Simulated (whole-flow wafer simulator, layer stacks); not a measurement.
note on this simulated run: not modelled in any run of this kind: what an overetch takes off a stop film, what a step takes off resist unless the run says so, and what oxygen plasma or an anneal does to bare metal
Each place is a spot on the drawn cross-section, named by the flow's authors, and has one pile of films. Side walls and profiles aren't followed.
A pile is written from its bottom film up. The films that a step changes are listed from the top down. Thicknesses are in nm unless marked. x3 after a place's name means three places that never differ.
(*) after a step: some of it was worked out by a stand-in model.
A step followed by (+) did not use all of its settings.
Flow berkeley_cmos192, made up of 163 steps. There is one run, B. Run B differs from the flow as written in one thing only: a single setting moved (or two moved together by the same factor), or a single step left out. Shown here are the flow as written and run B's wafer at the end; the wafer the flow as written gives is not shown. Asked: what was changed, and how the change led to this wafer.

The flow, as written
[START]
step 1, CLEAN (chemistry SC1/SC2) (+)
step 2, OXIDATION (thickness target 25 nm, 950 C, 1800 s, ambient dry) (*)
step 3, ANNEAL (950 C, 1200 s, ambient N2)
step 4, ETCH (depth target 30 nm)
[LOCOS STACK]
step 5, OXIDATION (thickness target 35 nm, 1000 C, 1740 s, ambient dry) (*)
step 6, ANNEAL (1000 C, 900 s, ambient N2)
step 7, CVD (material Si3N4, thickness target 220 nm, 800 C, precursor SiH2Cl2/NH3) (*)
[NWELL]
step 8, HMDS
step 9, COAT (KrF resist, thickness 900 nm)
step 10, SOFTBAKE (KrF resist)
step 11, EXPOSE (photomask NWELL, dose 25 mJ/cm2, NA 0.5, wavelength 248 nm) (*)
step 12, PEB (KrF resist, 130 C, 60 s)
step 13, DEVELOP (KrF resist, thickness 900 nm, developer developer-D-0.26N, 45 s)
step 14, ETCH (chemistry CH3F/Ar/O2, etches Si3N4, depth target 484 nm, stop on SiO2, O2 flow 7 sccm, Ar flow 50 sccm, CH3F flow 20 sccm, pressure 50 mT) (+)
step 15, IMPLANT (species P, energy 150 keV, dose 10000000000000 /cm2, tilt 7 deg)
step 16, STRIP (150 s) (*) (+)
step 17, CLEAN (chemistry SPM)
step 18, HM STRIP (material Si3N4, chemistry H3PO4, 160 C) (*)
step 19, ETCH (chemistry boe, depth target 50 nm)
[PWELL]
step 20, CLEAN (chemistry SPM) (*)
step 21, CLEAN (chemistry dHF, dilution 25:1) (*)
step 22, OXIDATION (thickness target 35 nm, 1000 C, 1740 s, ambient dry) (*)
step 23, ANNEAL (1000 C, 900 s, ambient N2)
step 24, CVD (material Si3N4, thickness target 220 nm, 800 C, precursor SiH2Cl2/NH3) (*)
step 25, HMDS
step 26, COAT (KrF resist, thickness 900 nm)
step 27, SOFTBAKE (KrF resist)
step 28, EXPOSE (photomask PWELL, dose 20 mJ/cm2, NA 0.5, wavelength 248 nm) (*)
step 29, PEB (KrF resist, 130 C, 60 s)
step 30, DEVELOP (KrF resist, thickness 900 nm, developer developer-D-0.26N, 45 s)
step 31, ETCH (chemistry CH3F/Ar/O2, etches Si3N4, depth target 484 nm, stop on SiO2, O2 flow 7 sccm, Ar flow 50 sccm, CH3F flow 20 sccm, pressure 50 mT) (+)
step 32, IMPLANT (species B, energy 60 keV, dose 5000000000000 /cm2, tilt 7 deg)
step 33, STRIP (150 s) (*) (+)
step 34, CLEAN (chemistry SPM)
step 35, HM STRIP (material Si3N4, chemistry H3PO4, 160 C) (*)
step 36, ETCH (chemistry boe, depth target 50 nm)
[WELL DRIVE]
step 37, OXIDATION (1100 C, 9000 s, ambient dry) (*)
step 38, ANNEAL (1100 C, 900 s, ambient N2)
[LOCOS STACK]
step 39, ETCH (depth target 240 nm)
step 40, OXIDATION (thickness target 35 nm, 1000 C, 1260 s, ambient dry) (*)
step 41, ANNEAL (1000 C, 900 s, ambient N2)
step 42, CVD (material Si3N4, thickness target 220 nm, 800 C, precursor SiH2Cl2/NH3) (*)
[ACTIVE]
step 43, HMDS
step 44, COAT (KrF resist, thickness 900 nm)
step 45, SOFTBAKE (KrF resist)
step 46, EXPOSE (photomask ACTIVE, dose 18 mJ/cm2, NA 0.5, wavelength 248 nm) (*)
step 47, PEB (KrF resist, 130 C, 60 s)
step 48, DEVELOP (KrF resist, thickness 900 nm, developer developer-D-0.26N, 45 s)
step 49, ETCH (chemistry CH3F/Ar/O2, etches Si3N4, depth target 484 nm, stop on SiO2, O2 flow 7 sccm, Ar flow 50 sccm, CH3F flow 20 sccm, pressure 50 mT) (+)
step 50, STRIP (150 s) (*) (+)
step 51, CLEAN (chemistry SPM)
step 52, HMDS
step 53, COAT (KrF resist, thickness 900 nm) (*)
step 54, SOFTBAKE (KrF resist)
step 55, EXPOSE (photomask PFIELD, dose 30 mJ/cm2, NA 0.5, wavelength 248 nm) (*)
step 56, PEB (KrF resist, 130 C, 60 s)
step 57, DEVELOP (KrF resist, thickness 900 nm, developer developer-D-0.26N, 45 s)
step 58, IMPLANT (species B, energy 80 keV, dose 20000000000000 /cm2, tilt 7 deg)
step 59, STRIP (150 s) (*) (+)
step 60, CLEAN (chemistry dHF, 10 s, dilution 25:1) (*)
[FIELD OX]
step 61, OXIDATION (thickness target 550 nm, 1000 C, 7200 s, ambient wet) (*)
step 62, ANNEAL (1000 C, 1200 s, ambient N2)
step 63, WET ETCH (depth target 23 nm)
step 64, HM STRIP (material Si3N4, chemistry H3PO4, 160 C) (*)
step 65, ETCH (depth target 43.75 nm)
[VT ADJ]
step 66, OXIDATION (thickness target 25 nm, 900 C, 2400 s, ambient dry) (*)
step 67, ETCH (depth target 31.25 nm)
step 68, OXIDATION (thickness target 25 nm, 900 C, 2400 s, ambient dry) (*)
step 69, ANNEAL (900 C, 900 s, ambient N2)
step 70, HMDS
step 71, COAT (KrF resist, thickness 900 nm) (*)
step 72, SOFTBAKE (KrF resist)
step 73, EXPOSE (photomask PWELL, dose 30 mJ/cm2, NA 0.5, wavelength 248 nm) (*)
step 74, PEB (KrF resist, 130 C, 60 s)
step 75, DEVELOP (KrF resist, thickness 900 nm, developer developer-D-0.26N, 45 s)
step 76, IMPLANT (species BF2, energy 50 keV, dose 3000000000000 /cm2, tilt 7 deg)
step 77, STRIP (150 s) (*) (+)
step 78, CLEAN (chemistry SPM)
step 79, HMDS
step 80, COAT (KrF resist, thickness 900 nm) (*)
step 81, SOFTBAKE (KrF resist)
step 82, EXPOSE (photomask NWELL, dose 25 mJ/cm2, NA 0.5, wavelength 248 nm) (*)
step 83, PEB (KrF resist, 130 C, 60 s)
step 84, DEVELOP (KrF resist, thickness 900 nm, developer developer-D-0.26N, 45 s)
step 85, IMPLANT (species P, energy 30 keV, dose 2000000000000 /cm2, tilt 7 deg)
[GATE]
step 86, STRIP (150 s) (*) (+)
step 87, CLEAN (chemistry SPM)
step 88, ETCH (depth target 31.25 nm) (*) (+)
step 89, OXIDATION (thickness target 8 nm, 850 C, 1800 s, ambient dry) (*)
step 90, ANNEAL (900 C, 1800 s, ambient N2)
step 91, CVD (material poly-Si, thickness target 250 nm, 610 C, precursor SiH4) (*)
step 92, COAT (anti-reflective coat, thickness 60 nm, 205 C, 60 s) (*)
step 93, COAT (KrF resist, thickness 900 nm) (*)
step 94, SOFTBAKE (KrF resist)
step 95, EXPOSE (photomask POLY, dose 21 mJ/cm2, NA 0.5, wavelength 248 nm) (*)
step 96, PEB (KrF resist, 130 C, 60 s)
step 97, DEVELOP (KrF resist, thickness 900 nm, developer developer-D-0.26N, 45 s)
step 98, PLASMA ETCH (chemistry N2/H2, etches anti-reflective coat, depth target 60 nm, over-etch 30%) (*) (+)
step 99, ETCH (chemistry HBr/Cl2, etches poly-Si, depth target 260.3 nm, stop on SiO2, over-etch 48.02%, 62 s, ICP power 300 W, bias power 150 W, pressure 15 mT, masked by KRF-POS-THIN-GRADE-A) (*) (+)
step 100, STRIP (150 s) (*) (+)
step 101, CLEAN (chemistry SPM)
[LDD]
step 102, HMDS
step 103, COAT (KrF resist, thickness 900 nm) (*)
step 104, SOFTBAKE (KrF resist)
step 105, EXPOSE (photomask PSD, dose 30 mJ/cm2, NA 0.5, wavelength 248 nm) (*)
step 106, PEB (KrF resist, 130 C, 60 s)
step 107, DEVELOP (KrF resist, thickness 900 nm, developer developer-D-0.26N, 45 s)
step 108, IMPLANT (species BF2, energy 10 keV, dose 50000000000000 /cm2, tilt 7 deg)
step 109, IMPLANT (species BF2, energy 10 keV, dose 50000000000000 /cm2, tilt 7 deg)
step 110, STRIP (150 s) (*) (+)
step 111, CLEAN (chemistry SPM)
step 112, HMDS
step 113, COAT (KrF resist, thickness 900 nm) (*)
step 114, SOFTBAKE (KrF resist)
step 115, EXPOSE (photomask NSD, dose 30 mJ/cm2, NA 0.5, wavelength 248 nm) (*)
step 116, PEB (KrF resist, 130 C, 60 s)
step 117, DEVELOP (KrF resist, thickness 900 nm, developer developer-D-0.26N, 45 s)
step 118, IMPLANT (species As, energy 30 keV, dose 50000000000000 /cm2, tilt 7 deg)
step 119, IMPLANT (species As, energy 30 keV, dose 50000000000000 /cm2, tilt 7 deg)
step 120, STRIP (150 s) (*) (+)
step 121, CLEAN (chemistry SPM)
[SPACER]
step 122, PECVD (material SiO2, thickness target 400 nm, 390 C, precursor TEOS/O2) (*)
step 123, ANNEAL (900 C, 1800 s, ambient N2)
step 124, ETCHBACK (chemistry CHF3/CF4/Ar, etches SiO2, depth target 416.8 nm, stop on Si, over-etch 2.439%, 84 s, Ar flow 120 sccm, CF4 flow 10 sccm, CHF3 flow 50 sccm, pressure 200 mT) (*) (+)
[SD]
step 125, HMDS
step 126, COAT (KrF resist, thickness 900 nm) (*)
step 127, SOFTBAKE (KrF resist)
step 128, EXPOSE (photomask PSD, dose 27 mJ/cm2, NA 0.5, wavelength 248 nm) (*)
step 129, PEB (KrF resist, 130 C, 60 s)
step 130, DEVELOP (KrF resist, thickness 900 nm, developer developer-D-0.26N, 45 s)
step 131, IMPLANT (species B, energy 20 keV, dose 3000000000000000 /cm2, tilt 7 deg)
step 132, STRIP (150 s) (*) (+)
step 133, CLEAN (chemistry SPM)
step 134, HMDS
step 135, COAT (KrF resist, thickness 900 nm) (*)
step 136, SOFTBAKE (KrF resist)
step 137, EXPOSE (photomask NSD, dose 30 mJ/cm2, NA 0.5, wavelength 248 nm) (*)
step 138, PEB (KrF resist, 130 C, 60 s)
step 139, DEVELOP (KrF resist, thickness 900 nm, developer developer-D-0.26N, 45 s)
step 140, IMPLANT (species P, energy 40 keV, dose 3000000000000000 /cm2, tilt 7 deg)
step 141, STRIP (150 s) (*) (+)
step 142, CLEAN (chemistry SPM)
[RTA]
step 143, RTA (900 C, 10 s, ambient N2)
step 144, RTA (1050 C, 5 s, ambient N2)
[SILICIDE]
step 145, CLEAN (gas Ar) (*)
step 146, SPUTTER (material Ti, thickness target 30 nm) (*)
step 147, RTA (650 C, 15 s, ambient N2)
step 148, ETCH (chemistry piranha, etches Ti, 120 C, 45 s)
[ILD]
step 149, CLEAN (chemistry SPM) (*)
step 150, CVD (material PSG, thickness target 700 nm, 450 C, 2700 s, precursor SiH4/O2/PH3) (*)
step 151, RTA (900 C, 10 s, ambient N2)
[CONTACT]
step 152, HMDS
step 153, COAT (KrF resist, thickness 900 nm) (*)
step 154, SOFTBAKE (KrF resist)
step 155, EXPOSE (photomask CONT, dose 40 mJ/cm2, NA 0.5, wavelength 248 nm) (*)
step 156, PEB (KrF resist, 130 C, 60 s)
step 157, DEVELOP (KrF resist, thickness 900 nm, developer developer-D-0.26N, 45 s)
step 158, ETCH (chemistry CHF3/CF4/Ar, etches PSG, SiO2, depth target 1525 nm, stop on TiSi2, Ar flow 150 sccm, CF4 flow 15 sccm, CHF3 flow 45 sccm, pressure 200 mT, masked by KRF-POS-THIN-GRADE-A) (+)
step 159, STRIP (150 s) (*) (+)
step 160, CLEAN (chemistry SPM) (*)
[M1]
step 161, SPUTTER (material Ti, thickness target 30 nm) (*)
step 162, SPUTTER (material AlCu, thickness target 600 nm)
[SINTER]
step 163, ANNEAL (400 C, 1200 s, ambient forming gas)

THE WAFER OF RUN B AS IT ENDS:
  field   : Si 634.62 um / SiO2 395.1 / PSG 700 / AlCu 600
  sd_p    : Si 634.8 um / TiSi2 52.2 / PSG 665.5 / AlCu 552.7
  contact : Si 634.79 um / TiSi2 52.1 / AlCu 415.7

Cause: step 161, SPUTTER: material Ti, thickness target 30 nm (*), was skipped.

Step by step, how the change led to this:
  (no step that both runs have acts differently by more than 2% or 0.5 nm, whichever is larger)
